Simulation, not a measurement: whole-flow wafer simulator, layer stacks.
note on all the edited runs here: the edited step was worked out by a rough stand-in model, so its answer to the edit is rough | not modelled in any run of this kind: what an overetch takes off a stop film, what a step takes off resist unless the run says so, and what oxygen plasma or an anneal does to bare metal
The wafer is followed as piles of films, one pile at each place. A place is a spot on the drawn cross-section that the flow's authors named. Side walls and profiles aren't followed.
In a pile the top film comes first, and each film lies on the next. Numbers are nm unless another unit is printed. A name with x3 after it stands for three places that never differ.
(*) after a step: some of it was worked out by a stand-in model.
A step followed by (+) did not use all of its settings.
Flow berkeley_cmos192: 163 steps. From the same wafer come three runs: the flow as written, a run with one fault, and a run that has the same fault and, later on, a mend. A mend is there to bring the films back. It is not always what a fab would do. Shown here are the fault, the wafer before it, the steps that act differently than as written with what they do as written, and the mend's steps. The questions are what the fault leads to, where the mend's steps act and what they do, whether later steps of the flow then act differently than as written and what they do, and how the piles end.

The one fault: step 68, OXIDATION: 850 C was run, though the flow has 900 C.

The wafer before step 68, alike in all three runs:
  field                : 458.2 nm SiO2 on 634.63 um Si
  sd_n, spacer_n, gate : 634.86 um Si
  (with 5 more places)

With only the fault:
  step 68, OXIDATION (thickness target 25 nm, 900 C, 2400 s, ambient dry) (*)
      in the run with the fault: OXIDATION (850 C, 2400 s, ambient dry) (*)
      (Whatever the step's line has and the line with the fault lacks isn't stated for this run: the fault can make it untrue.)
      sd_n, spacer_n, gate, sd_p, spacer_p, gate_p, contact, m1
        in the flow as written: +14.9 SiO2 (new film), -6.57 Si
        in the run with the fault: +8.92 SiO2 (new film), -3.92 Si
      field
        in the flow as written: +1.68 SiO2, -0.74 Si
        in the run with the fault: +0.66 SiO2, -0.29 Si
  Steps further on in the flow that do not act as written (not shown: 37 more steps that differ only slightly, by at most 2% or 0.5 nm, whichever is larger):
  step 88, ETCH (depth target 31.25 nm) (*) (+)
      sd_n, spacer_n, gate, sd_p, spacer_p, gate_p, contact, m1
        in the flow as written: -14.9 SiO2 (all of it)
        in the run with the fault: -8.92 SiO2 (all of it)
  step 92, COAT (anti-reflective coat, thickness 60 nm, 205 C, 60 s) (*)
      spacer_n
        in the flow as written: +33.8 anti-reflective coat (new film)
        in the run with the fault: +34.7 anti-reflective coat (new film)
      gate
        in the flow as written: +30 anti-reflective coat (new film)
        in the run with the fault: +30.9 anti-reflective coat (new film)
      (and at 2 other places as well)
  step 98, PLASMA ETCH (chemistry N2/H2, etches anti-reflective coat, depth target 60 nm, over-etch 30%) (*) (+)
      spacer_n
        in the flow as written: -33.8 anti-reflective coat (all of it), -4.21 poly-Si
        in the run with the fault: -34.7 anti-reflective coat (all of it), -4.13 poly-Si
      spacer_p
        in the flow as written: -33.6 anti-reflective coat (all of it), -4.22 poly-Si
        in the run with the fault: -34.3 anti-reflective coat (all of it), -4.14 poly-Si
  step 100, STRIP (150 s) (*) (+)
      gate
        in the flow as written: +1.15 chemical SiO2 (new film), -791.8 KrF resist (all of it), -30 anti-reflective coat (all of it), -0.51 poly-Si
        in the run with the fault: +1.15 chemical SiO2 (new film), -789.4 KrF resist (all of it), -30.9 anti-reflective coat (all of it), -0.51 poly-Si
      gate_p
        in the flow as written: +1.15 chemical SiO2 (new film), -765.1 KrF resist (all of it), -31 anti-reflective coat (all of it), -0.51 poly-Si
        in the run with the fault: +1.15 chemical SiO2 (new film), -763.4 KrF resist (all of it), -31.7 anti-reflective coat (all of it), -0.51 poly-Si
  At the end the piles are close to the flow's at the places that both follow, differing by at most 2% or 0.5 nm, whichever is larger.

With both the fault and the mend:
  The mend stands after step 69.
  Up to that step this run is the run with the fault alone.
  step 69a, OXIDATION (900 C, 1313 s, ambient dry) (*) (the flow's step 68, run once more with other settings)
      sd_n, spacer_n, gate, sd_p, spacer_p, gate_p, contact, m1
        +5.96 SiO2, -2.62 Si
      field
        +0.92 SiO2, -0.4 Si
  None of the later steps of the flow differs from how it acts as written, at any place that is followed, by more than 2% or 0.5 nm, whichever is larger.
  At the end the piles are close to the flow's at the places that both follow, differing by at most 2% or 0.5 nm, whichever is larger.
